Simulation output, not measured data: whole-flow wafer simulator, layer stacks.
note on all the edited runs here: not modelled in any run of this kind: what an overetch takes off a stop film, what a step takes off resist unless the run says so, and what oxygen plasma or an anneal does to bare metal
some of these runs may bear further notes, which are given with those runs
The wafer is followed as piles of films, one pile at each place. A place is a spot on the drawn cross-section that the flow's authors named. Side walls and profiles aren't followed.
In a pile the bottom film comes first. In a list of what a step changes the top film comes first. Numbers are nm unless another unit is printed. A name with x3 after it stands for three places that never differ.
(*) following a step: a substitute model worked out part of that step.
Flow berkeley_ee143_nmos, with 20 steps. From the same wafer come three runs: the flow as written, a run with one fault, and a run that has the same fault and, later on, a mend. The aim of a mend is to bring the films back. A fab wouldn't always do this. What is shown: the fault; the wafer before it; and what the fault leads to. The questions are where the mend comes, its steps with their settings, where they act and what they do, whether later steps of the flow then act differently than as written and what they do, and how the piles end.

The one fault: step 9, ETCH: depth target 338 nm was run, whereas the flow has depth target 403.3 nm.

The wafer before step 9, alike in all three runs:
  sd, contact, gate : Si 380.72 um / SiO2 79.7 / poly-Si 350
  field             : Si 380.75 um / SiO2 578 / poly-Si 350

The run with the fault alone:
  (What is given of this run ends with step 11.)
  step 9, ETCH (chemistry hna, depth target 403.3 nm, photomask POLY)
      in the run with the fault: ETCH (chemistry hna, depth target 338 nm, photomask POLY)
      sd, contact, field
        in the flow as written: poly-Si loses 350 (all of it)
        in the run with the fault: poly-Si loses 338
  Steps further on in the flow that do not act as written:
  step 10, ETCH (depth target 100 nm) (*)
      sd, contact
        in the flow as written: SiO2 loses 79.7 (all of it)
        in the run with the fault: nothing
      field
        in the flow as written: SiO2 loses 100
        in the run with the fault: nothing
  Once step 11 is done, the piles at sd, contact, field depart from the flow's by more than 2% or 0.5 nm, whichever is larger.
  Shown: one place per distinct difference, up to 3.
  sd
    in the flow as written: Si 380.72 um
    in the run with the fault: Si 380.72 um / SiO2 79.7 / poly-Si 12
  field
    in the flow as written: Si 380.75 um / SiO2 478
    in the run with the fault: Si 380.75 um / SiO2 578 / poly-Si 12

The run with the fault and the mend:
  After step 9 comes the mend.
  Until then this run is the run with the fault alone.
  step 9a, ETCH (chemistry hna, depth target 65.34 nm, photomask POLY) (the flow's step 9 again, with other settings)
      sd, contact, field
        poly-Si loses 12 (all of it)
  Later steps of the flow that are run all act as written at every place that is followed.
  The piles end the same as the flow's at every place that both follow.
